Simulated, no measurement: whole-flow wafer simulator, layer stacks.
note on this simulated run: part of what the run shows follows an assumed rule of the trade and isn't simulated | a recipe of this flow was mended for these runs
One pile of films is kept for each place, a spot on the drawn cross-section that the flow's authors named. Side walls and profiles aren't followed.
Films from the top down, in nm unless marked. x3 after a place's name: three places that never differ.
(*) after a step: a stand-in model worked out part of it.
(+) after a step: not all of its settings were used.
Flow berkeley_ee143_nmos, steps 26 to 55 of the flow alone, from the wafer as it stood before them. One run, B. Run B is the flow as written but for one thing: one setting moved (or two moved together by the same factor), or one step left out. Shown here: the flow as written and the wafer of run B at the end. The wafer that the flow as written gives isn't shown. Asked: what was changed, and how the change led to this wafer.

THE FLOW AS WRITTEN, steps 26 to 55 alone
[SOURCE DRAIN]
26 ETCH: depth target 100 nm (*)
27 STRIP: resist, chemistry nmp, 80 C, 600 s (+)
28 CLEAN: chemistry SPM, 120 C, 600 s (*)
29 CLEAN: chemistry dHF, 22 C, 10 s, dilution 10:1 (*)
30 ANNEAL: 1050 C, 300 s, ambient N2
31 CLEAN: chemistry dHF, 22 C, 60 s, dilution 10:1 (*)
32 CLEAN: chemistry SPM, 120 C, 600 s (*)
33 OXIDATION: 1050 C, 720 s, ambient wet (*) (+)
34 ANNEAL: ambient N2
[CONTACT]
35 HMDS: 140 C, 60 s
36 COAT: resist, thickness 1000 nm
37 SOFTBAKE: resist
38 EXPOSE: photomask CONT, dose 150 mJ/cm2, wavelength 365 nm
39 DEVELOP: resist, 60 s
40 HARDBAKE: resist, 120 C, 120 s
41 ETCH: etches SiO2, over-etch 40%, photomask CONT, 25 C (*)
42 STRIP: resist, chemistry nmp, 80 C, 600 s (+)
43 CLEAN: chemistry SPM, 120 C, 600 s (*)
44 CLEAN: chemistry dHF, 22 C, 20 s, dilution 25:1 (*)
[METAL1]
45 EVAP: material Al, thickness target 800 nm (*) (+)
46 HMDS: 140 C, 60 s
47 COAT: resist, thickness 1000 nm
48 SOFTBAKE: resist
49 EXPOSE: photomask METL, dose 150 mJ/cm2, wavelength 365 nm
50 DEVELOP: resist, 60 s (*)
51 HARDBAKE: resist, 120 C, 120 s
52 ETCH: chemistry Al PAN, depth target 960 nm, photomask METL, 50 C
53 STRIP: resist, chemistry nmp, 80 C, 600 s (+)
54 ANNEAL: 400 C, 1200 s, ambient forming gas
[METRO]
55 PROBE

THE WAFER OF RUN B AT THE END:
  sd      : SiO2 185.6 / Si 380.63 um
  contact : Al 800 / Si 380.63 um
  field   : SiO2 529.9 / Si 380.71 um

The cause: step 26, ETCH: depth target 70 nm was run, where the flow has depth target 100 nm.

How the change led to this, step by step:
  26 ETCH: depth target 100 nm (*)
      sd, contact: SiO2 -70 (as written it would be: SiO2 -78.6 (all of it))
      field: SiO2 -70 (as written it would be: SiO2 -100)
  28 CLEAN: chemistry SPM, 120 C, 600 s (*)
      sd, contact: nothing (as written it would be: chemical SiO2 +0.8 (new film), Si -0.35)
  29 CLEAN: chemistry dHF, 22 C, 10 s, dilution 10:1 (*)
      sd, contact: SiO2 -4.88 (as written it would be: chemical SiO2 -0.8 (all of it))
  31 CLEAN: chemistry dHF, 22 C, 60 s, dilution 10:1 (*)
      sd, contact: SiO2 -3.73 (all of it) (as written it would be: nothing)
  33 OXIDATION: 1050 C, 720 s, ambient wet (*) (+)
      field: SiO2 +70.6, Si -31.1 (as written it would be: SiO2 +73.9, Si -32.5)
  36 COAT: resist, thickness 1000 nm
      field: resist +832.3 (new film) (as written it would be: resist +850.4 (new film))
  40 HARDBAKE: resist, 120 C, 120 s
      field: resist -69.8 (as written it would be: resist -71.4)
  42 STRIP: resist, chemistry nmp, 80 C, 600 s (+)
      field: resist -762 (all of it) (as written it would be: resist -778.6 (all of it))
  47 COAT: resist, thickness 1000 nm
      field: resist +837.3 (new film) (as written it would be: resist +854.5 (new film))
  50 DEVELOP: resist, 60 s (*)
      field: resist -837.3 (all of it), Al -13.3 (as written it would be: resist -854.5 (all of it), Al -13.3)
